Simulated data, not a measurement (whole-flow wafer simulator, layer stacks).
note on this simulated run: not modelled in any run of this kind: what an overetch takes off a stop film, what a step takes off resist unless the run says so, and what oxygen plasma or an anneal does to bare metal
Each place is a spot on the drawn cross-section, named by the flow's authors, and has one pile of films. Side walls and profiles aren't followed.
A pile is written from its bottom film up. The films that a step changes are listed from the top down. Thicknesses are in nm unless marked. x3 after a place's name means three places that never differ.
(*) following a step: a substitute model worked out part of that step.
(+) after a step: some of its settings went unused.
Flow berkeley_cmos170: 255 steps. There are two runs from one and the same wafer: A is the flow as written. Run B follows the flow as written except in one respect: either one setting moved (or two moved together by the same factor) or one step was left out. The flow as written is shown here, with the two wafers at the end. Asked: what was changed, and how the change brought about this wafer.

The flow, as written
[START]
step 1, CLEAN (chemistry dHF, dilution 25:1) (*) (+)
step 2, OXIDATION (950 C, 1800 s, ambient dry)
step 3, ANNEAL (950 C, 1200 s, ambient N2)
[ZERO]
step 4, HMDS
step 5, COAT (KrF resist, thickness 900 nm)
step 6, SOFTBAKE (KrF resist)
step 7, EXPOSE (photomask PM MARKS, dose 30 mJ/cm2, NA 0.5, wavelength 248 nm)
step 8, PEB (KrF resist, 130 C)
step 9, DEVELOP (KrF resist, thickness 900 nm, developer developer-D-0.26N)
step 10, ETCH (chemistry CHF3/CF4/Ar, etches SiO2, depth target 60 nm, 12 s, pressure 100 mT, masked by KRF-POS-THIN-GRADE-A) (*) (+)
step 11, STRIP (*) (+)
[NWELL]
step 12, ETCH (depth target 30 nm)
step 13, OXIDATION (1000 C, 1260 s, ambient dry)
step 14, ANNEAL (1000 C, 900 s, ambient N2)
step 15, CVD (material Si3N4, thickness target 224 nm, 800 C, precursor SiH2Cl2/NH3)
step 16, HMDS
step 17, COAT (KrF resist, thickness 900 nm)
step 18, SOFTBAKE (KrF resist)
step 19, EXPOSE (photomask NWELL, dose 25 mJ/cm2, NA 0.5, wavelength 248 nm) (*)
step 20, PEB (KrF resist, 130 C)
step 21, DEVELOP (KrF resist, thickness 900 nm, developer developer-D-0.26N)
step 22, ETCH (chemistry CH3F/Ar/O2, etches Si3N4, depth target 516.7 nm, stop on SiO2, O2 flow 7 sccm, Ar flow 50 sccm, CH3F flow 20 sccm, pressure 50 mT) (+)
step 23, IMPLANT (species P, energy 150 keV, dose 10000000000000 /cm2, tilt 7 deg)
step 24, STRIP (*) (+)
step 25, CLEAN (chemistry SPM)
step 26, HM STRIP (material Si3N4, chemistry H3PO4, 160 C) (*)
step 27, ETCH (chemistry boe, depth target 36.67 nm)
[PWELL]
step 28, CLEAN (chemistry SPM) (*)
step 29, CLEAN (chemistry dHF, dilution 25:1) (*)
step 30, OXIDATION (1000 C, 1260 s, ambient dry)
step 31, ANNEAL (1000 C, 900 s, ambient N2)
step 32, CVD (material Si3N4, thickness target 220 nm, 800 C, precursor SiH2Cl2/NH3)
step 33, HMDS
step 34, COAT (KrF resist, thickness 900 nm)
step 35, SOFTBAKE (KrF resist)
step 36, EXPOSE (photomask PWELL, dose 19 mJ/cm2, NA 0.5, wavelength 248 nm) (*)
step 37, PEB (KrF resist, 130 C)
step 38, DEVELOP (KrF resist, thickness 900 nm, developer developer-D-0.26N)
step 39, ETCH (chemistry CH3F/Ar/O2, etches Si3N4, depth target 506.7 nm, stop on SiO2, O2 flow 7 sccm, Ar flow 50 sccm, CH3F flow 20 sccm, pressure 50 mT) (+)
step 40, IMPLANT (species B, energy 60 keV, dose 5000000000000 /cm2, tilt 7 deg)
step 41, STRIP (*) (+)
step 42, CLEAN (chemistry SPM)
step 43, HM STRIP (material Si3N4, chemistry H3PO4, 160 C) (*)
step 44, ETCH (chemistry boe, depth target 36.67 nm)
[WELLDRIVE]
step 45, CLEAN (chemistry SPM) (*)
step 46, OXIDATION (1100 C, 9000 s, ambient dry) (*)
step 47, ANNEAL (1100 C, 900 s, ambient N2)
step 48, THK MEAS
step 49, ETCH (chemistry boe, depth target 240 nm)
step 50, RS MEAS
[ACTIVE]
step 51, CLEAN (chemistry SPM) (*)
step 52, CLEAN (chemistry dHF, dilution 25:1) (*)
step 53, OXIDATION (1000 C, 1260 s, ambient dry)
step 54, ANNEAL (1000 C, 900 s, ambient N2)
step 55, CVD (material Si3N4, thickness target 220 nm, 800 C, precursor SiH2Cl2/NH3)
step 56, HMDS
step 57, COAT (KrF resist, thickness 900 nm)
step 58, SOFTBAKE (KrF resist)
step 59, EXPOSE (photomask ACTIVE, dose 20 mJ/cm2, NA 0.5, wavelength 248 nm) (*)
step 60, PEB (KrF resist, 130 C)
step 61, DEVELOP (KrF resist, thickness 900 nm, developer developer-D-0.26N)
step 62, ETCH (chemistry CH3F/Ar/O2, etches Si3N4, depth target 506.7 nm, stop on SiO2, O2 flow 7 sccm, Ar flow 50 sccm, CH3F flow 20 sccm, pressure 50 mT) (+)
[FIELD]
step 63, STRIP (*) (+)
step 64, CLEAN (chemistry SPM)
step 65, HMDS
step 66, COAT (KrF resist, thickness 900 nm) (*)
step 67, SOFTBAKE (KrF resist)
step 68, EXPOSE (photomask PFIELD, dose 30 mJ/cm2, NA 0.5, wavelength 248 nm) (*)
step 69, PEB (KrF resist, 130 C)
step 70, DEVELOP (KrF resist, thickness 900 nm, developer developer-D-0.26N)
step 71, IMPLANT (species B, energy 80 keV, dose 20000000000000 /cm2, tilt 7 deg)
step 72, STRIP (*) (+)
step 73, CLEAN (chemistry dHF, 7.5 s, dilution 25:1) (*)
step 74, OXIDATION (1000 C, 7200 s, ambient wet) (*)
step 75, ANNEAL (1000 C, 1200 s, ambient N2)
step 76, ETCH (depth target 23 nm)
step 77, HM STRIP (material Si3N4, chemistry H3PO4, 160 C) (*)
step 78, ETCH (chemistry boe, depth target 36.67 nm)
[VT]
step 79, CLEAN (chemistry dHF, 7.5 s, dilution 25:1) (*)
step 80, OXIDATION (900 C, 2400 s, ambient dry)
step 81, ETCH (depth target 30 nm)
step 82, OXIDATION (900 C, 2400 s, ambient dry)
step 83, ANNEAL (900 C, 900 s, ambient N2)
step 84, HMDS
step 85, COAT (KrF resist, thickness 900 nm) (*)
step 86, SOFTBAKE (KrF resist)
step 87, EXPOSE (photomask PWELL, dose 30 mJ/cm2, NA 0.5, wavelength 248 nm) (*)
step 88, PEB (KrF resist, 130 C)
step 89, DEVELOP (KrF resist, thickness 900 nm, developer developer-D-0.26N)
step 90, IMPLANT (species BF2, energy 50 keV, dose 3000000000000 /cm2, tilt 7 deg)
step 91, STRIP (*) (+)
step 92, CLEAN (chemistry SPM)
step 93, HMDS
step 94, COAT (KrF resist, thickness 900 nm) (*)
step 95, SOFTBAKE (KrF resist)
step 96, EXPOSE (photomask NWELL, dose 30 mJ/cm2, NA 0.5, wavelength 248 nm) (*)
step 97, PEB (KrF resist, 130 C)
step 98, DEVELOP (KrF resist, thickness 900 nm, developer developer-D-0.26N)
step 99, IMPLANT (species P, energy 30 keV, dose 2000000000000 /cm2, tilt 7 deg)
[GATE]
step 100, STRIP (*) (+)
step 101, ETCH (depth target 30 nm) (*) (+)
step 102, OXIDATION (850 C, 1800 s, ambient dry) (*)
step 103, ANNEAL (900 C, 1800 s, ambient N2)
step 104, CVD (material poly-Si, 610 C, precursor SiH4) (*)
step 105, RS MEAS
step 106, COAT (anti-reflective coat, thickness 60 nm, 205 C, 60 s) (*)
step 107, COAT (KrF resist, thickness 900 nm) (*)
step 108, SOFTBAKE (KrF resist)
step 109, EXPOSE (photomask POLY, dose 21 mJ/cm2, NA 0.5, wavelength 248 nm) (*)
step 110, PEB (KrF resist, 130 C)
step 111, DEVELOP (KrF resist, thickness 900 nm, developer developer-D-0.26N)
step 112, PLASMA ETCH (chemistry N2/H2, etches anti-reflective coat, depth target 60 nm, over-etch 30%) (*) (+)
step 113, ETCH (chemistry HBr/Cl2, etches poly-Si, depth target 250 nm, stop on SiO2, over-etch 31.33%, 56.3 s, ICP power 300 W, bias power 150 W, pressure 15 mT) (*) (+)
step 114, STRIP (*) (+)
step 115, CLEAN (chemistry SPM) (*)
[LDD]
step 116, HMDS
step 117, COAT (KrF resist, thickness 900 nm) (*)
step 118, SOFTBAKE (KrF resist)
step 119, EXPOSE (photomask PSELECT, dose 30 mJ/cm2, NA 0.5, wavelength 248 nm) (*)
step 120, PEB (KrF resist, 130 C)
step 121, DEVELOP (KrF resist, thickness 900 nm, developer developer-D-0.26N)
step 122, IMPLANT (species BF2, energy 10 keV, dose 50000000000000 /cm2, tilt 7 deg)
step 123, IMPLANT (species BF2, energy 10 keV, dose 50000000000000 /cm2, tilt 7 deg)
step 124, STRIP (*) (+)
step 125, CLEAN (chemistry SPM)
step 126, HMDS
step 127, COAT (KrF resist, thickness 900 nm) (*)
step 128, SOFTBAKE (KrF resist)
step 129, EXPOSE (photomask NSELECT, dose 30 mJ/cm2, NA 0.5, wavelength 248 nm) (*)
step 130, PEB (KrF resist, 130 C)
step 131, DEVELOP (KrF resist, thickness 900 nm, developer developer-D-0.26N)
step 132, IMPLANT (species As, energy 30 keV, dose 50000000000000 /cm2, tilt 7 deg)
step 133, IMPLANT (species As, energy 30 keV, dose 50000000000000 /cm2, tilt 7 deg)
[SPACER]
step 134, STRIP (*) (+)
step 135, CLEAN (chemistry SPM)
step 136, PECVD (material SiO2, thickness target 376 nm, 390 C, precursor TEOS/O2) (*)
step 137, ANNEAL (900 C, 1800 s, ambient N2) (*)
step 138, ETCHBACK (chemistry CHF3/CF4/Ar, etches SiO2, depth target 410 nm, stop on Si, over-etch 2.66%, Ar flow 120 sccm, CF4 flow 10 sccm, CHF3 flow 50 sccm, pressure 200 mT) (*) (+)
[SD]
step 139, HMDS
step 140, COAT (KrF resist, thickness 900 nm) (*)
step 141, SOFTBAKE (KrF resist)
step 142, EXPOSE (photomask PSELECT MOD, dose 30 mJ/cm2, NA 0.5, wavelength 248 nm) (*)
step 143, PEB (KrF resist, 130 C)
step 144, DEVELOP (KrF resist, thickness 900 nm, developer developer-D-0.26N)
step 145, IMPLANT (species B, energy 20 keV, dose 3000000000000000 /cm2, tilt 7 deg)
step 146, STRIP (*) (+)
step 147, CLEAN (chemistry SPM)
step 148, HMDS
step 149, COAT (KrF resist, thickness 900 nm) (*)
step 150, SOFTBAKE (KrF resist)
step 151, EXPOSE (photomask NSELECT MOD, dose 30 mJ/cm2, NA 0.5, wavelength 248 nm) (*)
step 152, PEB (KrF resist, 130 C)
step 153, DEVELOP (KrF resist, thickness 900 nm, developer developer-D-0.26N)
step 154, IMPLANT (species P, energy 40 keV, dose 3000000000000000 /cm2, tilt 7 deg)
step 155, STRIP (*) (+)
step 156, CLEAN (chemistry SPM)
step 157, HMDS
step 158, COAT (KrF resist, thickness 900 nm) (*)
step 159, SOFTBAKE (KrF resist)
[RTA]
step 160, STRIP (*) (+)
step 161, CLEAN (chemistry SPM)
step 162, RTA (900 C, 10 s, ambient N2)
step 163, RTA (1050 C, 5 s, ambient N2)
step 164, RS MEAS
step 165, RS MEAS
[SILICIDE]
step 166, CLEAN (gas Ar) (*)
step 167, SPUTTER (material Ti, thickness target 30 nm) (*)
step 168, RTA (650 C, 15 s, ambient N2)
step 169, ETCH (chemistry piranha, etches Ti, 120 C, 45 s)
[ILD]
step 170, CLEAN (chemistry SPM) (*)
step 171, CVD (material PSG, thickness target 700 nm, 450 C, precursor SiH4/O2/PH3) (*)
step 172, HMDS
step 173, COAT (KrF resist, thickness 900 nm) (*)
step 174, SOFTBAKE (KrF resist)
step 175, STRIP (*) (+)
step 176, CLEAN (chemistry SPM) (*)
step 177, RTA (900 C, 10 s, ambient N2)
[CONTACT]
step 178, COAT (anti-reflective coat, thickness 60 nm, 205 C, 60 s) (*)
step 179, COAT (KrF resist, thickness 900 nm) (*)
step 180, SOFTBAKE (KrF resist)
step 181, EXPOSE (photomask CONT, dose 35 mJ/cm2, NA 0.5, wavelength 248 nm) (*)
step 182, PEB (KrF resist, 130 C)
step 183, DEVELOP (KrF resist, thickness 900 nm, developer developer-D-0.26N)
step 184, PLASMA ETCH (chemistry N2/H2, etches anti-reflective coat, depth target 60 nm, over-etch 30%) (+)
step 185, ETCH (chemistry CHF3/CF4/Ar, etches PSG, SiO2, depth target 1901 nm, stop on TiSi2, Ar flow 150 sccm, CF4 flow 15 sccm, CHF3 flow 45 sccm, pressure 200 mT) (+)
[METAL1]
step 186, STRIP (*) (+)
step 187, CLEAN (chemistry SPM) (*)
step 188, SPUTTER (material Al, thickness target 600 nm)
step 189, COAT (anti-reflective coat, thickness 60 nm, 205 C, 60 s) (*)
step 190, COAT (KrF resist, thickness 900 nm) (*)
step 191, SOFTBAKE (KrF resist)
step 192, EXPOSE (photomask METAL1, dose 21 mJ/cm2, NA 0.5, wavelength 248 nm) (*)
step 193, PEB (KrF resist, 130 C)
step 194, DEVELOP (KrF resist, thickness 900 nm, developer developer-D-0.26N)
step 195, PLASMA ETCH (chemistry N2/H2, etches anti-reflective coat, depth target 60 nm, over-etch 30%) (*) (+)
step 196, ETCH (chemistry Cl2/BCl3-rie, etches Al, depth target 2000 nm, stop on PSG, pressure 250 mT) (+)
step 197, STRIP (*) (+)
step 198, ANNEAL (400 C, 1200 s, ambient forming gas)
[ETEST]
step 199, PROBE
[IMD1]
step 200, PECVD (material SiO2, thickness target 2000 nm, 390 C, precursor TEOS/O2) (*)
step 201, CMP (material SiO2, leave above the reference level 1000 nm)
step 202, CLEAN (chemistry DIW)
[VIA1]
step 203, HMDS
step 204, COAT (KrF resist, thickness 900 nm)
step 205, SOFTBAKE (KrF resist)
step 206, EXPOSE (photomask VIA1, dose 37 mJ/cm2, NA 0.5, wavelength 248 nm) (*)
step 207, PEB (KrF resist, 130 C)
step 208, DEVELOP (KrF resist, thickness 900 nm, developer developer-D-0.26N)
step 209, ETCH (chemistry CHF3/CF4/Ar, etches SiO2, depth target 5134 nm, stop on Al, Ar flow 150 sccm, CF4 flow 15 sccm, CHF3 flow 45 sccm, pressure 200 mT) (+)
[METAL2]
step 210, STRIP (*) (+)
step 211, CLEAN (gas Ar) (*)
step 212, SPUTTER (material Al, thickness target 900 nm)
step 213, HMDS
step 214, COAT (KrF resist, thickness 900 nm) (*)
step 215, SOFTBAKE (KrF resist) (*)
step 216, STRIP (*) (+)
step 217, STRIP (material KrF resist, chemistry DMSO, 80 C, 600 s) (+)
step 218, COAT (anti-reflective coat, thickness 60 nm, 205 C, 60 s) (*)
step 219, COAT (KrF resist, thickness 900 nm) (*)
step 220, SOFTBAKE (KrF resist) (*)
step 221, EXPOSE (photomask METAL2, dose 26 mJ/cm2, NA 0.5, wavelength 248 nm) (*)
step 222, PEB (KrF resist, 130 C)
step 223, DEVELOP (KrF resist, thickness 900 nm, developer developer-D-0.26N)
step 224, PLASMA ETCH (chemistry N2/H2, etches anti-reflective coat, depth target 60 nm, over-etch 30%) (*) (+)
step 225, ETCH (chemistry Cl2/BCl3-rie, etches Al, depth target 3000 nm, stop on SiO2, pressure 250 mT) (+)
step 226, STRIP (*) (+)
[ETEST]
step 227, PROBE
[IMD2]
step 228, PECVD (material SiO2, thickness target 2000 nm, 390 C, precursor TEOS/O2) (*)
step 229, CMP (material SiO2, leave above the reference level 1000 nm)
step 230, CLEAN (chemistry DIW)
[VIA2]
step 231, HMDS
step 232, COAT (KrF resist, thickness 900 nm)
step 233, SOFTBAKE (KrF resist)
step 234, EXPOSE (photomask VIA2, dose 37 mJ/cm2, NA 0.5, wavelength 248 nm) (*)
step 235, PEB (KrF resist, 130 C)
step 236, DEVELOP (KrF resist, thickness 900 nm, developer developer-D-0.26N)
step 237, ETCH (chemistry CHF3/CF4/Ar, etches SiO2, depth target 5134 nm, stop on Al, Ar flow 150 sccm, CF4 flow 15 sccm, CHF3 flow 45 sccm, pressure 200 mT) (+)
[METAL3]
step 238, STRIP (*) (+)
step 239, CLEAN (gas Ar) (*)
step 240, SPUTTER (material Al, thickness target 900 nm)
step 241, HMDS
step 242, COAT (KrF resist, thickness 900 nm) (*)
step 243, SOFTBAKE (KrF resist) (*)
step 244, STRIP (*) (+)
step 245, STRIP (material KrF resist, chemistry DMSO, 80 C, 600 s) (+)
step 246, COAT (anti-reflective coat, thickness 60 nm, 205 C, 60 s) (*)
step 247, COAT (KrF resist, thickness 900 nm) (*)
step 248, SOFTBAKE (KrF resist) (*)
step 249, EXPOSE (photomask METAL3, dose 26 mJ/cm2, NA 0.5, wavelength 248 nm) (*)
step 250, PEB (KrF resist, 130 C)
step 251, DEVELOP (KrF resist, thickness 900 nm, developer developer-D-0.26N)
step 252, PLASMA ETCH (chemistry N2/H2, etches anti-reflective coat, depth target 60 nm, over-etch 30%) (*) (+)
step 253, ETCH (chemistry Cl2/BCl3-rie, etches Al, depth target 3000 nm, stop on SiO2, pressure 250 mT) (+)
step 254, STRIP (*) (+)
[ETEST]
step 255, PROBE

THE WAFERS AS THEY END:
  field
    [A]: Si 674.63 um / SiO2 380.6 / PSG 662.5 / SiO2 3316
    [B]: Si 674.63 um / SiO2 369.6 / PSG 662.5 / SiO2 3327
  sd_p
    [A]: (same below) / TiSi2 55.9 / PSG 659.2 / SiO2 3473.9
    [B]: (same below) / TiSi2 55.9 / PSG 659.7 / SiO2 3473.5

Cause: step 76, ETCH: depth target 34 nm was run, whereas the flow has depth target 23 nm.

The path from the change to this, step by step:
  step 76, ETCH (depth target 23 nm)
      field: A -23 SiO2 | B -34 SiO2
  step 106, COAT (anti-reflective coat, thickness 60 nm, 205 C, 60 s) (*)
      sd_n: A +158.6 anti-reflective coat (new film) | B +151.3 anti-reflective coat (new film)
      spacer_n: A +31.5 anti-reflective coat (new film) | B +34.1 anti-reflective coat (new film)
      (and at 4 other places as well)
  step 112, PLASMA ETCH (chemistry N2/H2, etches anti-reflective coat, depth target 60 nm, over-etch 30%) (*) (+)
      sd_n: A -158.6 anti-reflective coat (all of it), -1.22 poly-Si | B -151.3 anti-reflective coat (all of it), -1.16 poly-Si
      spacer_n: A -31.5 anti-reflective coat (all of it), -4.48 poly-Si | B -34.1 anti-reflective coat (all of it), -4.17 poly-Si
      (and at 2 other places as well)
  step 114, STRIP (*) (+)
      gate_n: A +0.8 chemical SiO2 (new film), -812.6 KrF resist (all of it), -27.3 anti-reflective coat (all of it), -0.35 poly-Si | B +0.8 chemical SiO2 (new film), -803.9 KrF resist (all of it), -30 anti-reflective coat (all of it), -0.35 poly-Si
      gate_p: A +0.8 chemical SiO2 (new film), -782.1 KrF resist (all of it), -29.6 anti-reflective coat (all of it), -0.35 poly-Si | B +0.8 chemical SiO2 (new film), -776.5 KrF resist (all of it), -31.5 anti-reflective coat (all of it), -0.35 poly-Si
  step 178, COAT (anti-reflective coat, thickness 60 nm, 205 C, 60 s) (*)
      sd_n: A +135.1 anti-reflective coat (new film) | B +129.5 anti-reflective coat (new film)
      m2: A +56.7 anti-reflective coat (new film) | B +58.1 anti-reflective coat (new film)
  step 186, STRIP (*) (+)
      sd_n: A -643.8 KrF resist (all of it), -135.1 anti-reflective coat (all of it) | B -643.4 KrF resist (all of it), -129.5 anti-reflective coat (all of it)
      m2: A -689 KrF resist (all of it), -56.7 anti-reflective coat (all of it) | B -684.5 KrF resist (all of it), -58.1 anti-reflective coat (all of it)
  step 189, COAT (anti-reflective coat, thickness 60 nm, 205 C, 60 s) (*)
      m2: A +61.1 anti-reflective coat (new film) | B +62.5 anti-reflective coat (new film)
  step 197, STRIP (*) (+)
      m2: A -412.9 KrF resist (all of it), -61.1 anti-reflective coat (all of it) | B -409.2 KrF resist (all of it), -62.5 anti-reflective coat (all of it)
  step 201, CMP (material SiO2, leave above the reference level 1000 nm)
      field: A -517 SiO2 | B -506 SiO2
